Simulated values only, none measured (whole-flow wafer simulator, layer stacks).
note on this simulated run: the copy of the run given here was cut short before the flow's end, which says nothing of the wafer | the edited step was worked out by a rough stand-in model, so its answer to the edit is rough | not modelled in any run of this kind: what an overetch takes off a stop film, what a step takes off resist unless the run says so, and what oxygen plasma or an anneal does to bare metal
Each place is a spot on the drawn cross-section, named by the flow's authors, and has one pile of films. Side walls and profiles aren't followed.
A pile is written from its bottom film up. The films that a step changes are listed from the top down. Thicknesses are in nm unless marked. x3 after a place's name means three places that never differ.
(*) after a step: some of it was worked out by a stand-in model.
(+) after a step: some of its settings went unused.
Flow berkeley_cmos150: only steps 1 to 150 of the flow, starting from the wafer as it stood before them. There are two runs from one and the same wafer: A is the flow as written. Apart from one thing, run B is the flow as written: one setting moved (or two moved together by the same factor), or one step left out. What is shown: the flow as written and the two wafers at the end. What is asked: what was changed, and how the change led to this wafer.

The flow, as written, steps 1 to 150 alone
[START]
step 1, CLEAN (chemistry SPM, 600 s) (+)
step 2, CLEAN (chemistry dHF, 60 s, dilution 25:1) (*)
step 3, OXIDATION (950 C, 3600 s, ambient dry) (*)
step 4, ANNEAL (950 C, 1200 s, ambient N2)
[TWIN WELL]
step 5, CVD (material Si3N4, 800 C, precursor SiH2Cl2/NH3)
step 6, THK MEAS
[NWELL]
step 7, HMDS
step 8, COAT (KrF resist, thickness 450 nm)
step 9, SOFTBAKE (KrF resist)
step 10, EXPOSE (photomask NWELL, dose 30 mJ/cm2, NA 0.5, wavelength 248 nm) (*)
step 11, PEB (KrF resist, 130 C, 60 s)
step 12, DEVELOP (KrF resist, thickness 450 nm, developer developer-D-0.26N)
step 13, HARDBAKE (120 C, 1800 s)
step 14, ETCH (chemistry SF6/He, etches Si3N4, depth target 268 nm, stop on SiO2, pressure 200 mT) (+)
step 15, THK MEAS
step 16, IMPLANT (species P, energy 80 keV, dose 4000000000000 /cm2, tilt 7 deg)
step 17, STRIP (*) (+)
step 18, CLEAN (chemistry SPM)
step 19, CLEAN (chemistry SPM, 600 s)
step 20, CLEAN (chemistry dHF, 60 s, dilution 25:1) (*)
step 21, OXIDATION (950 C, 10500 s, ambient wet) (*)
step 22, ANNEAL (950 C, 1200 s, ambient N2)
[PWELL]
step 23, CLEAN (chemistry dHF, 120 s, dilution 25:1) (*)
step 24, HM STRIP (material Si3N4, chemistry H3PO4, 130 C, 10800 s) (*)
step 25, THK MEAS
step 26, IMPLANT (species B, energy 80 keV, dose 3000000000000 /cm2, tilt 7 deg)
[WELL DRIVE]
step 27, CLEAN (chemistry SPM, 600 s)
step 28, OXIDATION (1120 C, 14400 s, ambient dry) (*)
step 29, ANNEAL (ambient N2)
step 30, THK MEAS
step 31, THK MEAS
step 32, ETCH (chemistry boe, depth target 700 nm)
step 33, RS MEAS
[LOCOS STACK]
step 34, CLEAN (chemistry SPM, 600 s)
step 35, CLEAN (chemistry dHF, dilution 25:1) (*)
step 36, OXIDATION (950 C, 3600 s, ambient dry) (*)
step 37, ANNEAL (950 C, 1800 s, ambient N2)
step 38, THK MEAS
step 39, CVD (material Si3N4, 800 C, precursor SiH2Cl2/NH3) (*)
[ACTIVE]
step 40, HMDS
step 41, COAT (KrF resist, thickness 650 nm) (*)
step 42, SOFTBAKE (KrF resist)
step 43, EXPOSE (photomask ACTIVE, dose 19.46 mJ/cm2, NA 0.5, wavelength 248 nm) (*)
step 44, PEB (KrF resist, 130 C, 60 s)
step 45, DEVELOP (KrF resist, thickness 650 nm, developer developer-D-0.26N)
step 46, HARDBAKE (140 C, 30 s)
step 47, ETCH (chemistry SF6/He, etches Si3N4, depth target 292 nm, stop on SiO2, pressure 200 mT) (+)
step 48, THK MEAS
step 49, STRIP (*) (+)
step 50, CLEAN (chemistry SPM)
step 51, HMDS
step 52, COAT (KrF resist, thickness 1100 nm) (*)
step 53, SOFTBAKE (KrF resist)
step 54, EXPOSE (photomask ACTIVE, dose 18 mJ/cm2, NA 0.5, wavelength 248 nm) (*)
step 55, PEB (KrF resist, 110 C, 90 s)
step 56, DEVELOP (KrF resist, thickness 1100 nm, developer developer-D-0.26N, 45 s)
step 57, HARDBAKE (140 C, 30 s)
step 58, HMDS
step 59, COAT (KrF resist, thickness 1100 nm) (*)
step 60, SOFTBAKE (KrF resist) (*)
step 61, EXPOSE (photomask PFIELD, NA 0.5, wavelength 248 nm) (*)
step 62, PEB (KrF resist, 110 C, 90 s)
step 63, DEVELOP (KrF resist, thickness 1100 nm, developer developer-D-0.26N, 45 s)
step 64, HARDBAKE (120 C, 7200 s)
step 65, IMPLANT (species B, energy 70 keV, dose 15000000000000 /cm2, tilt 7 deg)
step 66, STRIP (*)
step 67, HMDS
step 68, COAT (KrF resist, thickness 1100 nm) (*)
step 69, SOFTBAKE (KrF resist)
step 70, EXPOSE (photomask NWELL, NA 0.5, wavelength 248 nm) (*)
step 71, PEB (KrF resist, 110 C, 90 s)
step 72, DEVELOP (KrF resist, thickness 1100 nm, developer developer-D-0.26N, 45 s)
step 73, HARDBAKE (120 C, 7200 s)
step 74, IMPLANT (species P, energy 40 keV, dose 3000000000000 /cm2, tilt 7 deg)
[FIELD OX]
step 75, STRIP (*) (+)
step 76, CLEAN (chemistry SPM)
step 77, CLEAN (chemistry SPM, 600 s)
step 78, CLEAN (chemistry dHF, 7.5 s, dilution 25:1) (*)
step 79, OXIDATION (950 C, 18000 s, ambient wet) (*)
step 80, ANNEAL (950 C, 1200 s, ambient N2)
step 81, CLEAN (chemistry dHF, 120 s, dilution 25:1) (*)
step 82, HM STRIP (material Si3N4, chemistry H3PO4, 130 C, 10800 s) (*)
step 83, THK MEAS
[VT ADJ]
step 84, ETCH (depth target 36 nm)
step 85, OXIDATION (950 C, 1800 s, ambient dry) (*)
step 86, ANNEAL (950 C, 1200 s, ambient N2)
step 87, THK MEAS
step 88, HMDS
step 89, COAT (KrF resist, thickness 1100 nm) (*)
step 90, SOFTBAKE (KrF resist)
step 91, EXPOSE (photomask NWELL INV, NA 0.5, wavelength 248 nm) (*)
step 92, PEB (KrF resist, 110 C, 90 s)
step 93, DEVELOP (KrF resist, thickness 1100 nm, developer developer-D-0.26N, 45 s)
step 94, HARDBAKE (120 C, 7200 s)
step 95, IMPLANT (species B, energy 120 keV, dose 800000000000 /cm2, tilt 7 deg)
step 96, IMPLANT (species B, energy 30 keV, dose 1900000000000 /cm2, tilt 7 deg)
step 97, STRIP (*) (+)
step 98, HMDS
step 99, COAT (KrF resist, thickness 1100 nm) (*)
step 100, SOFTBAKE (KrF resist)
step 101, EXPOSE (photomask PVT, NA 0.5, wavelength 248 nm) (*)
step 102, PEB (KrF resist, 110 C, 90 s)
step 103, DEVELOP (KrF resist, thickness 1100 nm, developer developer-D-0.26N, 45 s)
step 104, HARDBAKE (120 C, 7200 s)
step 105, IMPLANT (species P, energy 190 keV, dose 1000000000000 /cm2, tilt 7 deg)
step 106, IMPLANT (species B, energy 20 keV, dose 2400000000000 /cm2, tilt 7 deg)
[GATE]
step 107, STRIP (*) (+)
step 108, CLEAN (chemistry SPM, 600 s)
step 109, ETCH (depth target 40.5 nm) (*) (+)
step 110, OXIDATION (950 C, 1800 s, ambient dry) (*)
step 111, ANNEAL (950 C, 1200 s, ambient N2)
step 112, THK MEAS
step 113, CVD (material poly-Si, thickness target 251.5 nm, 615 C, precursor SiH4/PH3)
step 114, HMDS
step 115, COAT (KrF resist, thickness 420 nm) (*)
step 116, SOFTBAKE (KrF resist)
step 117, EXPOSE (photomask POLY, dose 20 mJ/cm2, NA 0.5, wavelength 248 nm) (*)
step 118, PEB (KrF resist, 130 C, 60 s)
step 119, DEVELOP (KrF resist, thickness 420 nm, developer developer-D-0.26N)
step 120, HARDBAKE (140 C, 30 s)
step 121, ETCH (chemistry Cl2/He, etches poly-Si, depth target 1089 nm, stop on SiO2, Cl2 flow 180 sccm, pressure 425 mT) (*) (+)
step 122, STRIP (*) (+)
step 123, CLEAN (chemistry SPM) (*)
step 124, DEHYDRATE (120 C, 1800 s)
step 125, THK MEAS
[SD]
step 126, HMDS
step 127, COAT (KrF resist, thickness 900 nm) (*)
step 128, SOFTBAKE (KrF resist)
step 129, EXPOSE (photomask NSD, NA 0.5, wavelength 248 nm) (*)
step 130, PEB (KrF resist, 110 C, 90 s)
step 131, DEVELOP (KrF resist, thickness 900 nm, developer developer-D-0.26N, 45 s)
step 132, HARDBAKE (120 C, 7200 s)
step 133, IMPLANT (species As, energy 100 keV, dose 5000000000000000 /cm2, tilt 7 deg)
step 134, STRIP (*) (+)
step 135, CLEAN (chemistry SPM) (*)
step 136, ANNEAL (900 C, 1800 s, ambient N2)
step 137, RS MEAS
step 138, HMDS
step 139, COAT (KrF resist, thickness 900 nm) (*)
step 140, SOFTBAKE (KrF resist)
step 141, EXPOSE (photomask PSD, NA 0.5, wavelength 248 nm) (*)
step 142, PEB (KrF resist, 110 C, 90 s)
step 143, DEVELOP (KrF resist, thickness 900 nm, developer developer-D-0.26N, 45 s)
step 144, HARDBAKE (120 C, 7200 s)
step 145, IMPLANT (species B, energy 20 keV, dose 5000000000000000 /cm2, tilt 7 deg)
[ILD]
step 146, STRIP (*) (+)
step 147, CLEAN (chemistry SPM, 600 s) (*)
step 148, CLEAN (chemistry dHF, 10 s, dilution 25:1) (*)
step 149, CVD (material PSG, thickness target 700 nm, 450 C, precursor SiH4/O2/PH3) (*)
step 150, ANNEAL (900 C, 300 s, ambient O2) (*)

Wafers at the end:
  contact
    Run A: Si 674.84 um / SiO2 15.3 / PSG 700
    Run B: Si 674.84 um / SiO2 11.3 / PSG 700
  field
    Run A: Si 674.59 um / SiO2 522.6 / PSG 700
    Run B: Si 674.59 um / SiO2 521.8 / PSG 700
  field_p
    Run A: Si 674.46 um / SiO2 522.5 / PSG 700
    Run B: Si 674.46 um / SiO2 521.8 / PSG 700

The reason: step 110, OXIDATION: 1260 s was run, though the flow has 1800 s.

The path from the change to this, step by step:
  step 110, OXIDATION (950 C, 1800 s, ambient dry) (*)
      sd_n, gate_n, sd_p, gate_p, contact, m1: A SiO2 gains 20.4 (new film), Si loses 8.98 | B SiO2 gains 16.4 (new film), Si loses 7.23
      field, field_p: A SiO2 gains 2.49, Si loses 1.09 | B SiO2 gains 1.74, Si loses 0.77
